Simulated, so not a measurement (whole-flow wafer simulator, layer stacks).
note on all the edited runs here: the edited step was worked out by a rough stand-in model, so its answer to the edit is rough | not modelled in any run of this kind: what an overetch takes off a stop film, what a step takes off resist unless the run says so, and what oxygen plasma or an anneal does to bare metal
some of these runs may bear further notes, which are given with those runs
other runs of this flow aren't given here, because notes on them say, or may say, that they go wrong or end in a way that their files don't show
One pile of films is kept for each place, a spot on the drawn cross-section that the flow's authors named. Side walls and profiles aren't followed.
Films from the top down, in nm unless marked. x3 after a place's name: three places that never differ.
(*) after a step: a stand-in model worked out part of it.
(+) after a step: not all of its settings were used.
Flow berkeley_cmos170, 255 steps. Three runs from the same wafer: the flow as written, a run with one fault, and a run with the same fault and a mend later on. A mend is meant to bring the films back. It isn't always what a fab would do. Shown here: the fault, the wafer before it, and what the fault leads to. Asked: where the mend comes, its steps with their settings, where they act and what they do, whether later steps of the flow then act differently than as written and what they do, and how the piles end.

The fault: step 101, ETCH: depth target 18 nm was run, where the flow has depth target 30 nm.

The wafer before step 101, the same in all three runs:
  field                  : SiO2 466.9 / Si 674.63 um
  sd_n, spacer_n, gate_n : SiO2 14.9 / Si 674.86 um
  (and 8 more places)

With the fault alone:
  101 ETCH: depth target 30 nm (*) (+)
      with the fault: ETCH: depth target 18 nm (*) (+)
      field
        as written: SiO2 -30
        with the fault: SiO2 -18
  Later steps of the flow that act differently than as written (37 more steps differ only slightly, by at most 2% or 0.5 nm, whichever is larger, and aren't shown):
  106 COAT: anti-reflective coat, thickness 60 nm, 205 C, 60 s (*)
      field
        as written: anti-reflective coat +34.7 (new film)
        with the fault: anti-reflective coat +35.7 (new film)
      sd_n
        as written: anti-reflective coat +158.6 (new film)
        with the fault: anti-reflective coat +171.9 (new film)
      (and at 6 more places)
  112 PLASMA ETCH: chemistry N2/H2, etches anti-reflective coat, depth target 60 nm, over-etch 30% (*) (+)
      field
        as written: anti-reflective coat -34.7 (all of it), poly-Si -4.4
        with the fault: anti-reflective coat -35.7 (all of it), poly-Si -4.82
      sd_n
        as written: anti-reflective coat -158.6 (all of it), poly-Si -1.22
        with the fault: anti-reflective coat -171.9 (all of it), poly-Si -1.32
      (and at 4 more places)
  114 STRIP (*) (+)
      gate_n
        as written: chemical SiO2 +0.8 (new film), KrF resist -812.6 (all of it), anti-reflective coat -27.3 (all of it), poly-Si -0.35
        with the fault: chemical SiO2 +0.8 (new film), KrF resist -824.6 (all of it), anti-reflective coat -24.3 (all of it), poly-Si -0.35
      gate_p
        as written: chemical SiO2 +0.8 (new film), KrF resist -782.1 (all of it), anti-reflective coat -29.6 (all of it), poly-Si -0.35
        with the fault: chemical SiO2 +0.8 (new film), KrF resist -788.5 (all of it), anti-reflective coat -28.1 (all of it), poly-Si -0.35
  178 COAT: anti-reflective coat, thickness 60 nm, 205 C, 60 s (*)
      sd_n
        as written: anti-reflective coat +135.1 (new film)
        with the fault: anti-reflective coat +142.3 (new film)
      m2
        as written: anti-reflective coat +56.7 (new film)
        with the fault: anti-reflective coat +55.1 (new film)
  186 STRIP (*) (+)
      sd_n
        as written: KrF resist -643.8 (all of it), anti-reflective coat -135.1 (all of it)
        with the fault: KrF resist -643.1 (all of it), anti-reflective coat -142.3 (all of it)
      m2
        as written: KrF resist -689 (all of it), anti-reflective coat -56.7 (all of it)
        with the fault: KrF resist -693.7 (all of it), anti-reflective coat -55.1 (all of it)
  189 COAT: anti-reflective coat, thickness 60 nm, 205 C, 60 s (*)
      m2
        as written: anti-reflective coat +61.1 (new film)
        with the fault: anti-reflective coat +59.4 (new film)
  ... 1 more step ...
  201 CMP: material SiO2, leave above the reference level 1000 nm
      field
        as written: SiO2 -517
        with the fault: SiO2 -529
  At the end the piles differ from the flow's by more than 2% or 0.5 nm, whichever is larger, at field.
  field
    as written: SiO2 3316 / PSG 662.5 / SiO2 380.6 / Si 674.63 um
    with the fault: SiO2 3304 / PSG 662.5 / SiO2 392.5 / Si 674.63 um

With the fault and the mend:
  The mend comes after step 101.
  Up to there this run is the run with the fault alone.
  101a ETCH: depth target 12 nm (*) (+) (the flow's step 101 once more, with other settings)
      field
        SiO2 -12
  No later step of the flow acts differently than as written at any place that is followed.
  At the end the piles are the same as the flow's at every place that both follow.
